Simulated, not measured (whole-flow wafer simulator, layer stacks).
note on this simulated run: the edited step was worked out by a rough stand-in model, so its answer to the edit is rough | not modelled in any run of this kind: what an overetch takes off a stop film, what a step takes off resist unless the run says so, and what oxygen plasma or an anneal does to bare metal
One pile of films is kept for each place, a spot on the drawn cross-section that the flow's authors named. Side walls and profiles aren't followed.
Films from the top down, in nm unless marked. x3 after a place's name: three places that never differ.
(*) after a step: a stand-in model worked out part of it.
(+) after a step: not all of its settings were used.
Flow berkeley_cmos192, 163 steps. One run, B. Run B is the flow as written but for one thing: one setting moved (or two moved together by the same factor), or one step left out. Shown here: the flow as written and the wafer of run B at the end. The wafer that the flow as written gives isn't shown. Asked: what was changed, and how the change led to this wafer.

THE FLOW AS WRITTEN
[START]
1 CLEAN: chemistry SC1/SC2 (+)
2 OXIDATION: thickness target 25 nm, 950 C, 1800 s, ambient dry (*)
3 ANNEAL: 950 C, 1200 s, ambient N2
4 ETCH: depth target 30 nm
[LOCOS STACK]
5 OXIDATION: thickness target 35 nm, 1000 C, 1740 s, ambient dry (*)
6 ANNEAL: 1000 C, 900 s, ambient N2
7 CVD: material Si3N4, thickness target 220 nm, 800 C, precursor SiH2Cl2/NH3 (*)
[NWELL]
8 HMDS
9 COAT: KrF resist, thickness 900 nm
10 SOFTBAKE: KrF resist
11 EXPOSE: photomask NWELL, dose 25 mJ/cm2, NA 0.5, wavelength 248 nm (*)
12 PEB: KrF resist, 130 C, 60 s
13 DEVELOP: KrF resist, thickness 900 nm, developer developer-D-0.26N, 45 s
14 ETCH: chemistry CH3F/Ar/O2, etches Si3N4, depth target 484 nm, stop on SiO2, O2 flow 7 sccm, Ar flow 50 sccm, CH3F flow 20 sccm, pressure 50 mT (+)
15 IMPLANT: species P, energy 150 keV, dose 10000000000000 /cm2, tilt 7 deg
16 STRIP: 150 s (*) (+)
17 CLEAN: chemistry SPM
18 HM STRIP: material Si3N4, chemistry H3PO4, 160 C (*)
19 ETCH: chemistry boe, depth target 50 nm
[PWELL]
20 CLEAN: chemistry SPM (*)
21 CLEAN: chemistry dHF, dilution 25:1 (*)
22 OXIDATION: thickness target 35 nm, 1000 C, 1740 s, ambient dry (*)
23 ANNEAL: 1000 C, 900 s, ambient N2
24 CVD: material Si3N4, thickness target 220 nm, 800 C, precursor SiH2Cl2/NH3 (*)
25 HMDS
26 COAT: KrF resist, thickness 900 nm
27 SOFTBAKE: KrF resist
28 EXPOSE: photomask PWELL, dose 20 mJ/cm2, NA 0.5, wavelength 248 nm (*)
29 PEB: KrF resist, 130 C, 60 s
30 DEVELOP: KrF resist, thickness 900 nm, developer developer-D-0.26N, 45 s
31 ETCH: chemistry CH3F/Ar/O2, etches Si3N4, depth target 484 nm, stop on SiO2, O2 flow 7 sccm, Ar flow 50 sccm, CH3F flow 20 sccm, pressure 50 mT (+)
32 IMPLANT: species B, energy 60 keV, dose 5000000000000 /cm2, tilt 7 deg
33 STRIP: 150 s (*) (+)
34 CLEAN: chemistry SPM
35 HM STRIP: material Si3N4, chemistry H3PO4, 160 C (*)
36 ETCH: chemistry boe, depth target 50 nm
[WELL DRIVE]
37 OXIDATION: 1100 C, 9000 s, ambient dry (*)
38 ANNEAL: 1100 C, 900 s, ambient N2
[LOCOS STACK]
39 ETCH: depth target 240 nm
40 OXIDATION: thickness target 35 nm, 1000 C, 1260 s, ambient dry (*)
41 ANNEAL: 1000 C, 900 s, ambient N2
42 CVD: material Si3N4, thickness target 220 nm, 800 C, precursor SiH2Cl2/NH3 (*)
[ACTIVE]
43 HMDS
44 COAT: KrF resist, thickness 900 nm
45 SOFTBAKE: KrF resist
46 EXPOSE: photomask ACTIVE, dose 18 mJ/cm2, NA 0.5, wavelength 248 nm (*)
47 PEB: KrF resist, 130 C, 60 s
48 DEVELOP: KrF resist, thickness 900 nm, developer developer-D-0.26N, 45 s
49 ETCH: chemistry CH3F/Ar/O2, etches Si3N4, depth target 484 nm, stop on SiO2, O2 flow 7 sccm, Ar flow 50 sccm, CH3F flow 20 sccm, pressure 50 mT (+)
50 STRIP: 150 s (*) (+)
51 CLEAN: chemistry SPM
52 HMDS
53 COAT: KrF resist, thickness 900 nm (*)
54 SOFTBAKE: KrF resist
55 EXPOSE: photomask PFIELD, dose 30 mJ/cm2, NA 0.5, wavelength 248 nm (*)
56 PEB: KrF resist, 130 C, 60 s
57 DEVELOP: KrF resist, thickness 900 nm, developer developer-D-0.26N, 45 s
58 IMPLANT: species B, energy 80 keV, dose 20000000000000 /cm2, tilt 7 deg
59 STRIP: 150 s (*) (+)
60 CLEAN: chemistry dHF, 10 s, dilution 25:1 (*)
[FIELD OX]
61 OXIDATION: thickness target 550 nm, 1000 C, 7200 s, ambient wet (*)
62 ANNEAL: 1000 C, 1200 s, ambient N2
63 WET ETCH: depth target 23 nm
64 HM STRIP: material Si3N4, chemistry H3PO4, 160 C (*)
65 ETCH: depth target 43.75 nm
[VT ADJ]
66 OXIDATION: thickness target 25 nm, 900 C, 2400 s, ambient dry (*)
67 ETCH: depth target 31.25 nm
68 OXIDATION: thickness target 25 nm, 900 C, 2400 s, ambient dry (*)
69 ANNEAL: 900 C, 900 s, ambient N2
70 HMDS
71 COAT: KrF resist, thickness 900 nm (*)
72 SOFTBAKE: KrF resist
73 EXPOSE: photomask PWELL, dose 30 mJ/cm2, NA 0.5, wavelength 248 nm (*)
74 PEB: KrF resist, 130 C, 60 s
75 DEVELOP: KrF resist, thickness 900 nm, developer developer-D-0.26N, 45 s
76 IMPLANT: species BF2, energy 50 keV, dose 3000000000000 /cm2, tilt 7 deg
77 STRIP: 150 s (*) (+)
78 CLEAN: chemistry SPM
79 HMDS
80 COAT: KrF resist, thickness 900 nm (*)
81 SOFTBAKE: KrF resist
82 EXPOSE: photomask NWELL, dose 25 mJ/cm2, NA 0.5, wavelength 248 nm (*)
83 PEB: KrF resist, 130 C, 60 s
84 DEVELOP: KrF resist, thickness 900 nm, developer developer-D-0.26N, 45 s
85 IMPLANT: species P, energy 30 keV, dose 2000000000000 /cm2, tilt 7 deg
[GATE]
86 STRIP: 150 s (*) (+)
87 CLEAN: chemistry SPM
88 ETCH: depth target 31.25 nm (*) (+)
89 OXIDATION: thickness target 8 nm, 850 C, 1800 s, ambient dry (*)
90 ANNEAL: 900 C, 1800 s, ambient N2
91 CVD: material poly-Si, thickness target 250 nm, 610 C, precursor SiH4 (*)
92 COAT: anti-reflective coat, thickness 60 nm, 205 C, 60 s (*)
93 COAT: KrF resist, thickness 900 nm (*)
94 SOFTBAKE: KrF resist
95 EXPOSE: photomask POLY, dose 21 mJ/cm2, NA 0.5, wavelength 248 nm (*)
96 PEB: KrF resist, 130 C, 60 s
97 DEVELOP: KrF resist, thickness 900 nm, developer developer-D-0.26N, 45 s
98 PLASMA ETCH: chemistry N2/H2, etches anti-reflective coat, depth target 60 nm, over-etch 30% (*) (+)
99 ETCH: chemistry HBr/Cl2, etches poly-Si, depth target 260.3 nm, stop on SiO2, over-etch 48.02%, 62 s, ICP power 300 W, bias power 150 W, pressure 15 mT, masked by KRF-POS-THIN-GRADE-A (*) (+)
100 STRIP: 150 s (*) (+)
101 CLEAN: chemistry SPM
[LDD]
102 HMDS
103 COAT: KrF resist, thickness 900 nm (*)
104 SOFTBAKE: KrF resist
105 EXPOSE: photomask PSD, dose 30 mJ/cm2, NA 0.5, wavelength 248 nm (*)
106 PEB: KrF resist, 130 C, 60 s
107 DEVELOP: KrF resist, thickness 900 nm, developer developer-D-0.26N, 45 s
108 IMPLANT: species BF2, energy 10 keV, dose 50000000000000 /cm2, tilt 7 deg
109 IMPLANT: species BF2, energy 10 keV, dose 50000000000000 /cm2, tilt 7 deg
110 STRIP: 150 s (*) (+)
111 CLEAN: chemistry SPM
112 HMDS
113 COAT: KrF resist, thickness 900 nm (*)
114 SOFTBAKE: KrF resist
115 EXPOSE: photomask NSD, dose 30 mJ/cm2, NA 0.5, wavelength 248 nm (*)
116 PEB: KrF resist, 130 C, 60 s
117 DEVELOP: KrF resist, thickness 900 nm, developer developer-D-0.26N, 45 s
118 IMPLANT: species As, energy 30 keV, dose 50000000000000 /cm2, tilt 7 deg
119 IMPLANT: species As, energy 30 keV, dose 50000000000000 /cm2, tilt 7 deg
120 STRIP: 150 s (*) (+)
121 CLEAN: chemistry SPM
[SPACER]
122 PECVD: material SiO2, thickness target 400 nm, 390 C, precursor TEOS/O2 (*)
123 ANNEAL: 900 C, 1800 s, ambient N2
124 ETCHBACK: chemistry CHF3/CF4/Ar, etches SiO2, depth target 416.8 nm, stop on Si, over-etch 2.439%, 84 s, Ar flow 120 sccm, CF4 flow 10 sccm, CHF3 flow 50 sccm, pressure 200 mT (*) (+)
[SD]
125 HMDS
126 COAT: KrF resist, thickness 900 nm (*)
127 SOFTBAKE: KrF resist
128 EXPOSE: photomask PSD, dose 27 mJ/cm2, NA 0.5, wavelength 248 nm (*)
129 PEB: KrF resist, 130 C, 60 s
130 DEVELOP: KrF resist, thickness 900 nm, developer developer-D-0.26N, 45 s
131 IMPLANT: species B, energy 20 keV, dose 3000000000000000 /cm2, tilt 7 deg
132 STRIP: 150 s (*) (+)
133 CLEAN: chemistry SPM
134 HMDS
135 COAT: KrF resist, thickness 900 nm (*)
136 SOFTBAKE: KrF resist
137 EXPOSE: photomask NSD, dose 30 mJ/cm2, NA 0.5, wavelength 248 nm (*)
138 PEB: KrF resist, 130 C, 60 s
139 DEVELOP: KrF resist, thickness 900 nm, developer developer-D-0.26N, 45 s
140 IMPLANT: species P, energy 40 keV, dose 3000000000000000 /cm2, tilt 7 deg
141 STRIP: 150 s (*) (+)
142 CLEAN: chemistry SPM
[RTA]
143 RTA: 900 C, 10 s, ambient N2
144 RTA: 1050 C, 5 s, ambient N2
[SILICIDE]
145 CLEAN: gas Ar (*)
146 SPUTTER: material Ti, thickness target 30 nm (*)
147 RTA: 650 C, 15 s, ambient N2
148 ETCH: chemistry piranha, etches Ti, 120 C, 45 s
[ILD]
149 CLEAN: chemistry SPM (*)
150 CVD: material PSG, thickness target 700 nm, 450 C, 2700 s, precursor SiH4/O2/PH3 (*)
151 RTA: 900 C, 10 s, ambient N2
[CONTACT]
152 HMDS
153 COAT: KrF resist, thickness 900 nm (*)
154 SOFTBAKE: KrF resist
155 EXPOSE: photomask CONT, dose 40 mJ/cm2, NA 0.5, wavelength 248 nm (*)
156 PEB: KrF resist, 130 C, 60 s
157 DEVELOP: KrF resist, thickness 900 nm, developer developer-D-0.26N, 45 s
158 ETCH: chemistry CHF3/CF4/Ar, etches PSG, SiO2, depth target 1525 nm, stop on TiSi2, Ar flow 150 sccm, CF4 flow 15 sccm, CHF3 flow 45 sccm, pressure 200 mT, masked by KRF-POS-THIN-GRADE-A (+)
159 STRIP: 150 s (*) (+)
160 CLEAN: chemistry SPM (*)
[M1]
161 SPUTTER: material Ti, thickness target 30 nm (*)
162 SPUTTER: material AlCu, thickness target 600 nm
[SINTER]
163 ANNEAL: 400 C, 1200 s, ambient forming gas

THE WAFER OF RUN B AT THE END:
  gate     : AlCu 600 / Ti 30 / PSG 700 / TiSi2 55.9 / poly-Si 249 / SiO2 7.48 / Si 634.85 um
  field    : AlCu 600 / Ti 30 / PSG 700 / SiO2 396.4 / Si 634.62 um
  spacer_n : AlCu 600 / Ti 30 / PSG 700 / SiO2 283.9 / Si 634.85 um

The cause: step 91, CVD: thickness target 308 nm was run, where the flow has thickness target 250 nm.

How the change led to this, step by step:
  91 CVD: material poly-Si, thickness target 250 nm, 610 C, precursor SiH4 (*)
      field, sd_n, spacer_n and 6 more: poly-Si +308 (new film) (as written it would be: poly-Si +250 (new film))
  92 COAT: anti-reflective coat, thickness 60 nm, 205 C, 60 s (*)
      field: anti-reflective coat +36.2 (new film) (as written it would be: anti-reflective coat +35.3 (new film))
      contact: anti-reflective coat +55.3 (new film) (as written it would be: anti-reflective coat +54 (new film))
  98 PLASMA ETCH: chemistry N2/H2, etches anti-reflective coat, depth target 60 nm, over-etch 30% (*) (+)
      field: anti-reflective coat -36.2 (all of it), poly-Si -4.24 (as written it would be: anti-reflective coat -35.3 (all of it), poly-Si -4.18)
      contact: anti-reflective coat -55.3 (all of it), poly-Si -3.75 (as written it would be: anti-reflective coat -54 (all of it), poly-Si -3.7)
  99 ETCH: chemistry HBr/Cl2, etches poly-Si, depth target 260.3 nm, stop on SiO2, over-etch 48.02%, 62 s, ICP power 300 W, bias power 150 W, pressure 15 mT, masked by KRF-POS-THIN-GRADE-A (*) (+)
      spacer_n, spacer_p: poly-Si -303.7 (all of it), SiO2 -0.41 (as written it would be: poly-Si -245.8 (all of it), SiO2 -1.74)
      field: poly-Si -303.8 (all of it), SiO2 -0.41 (as written it would be: poly-Si -245.8 (all of it), SiO2 -1.74)
      (and at 4 more places)
  103 COAT: KrF resist, thickness 900 nm (*)
      gate: KrF resist +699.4 (new film) (as written it would be: KrF resist +748 (new film))
      gate_p: KrF resist +695.5 (new film) (as written it would be: KrF resist +744.1 (new film))
  107 DEVELOP: KrF resist, thickness 900 nm, developer developer-D-0.26N, 45 s
      gate_p: KrF resist -694.4 (all of it) (as written it would be: KrF resist -742.9 (all of it))
  110 STRIP: 150 s (*) (+)
      gate: KrF resist -684.1 (all of it), chemical SiO2 +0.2, poly-Si -0.09 (as written it would be: KrF resist -732.7 (all of it), chemical SiO2 +0.2, poly-Si -0.09)
  113 COAT: KrF resist, thickness 900 nm (*)
      gate: KrF resist +699.3 (new film) (as written it would be: KrF resist +747.9 (new film))
      gate_p: KrF resist +695.4 (new film) (as written it would be: KrF resist +743.9 (new film))
  117 DEVELOP: KrF resist, thickness 900 nm, developer developer-D-0.26N, 45 s
      gate: KrF resist -698.3 (all of it) (as written it would be: KrF resist -746.8 (all of it))
  120 STRIP: 150 s (*) (+)
      gate_p: KrF resist -680.1 (all of it), chemical SiO2 +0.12, poly-Si -0.05 (as written it would be: KrF resist -728.6 (all of it), chemical SiO2 +0.12, poly-Si -0.05)
  124 ETCHBACK: chemistry CHF3/CF4/Ar, etches SiO2, depth target 416.8 nm, stop on Si, over-etch 2.439%, 84 s, Ar flow 120 sccm, CF4 flow 10 sccm, CHF3 flow 50 sccm, pressure 200 mT (*) (+)
      spacer_n: SiO2 -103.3 (as written it would be: SiO2 -160)
      spacer_p: SiO2 -103.2 (as written it would be: SiO2 -159.9)
  126 COAT: KrF resist, thickness 900 nm (*)
      spacer_n: KrF resist +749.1 (new film) (as written it would be: KrF resist +791.6 (new film))
      gate: KrF resist +730 (new film) (as written it would be: KrF resist +771.5 (new film))
      (and at 2 more places)
  130 DEVELOP: KrF resist, thickness 900 nm, developer developer-D-0.26N, 45 s
      spacer_p: KrF resist -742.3 (all of it) (as written it would be: KrF resist -784.6 (all of it))
      gate_p: KrF resist -723 (all of it) (as written it would be: KrF resist -764.3 (all of it))
  132 STRIP: 150 s (*) (+)
      spacer_n: KrF resist -733.7 (all of it) (as written it would be: KrF resist -776.1 (all of it))
      gate: chemical SiO2 +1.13 (new film), KrF resist -714.7 (all of it), poly-Si -0.5 (as written it would be: chemical SiO2 +1.13 (new film), KrF resist -756.1 (all of it), poly-Si -0.5)
  135 COAT: KrF resist, thickness 900 nm (*)
      spacer_n: KrF resist +749.4 (new film) (as written it would be: KrF resist +791.1 (new film))
      gate: KrF resist +729.6 (new film) (as written it would be: KrF resist +770.3 (new film))
      (and at 2 more places)
  139 DEVELOP: KrF resist, thickness 900 nm, developer developer-D-0.26N, 45 s
      spacer_n: KrF resist -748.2 (all of it) (as written it would be: KrF resist -789.9 (all of it))
      gate: KrF resist -728.5 (all of it) (as written it would be: KrF resist -769.1 (all of it))
  ... 2 more steps ...
  159 STRIP: 150 s (*) (+)
      spacer_n: KrF resist -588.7 (all of it) (as written it would be: KrF resist -620.3 (all of it))
      gate: KrF resist -572.2 (all of it) (as written it would be: KrF resist -600.1 (all of it))
      (and at 2 more places)
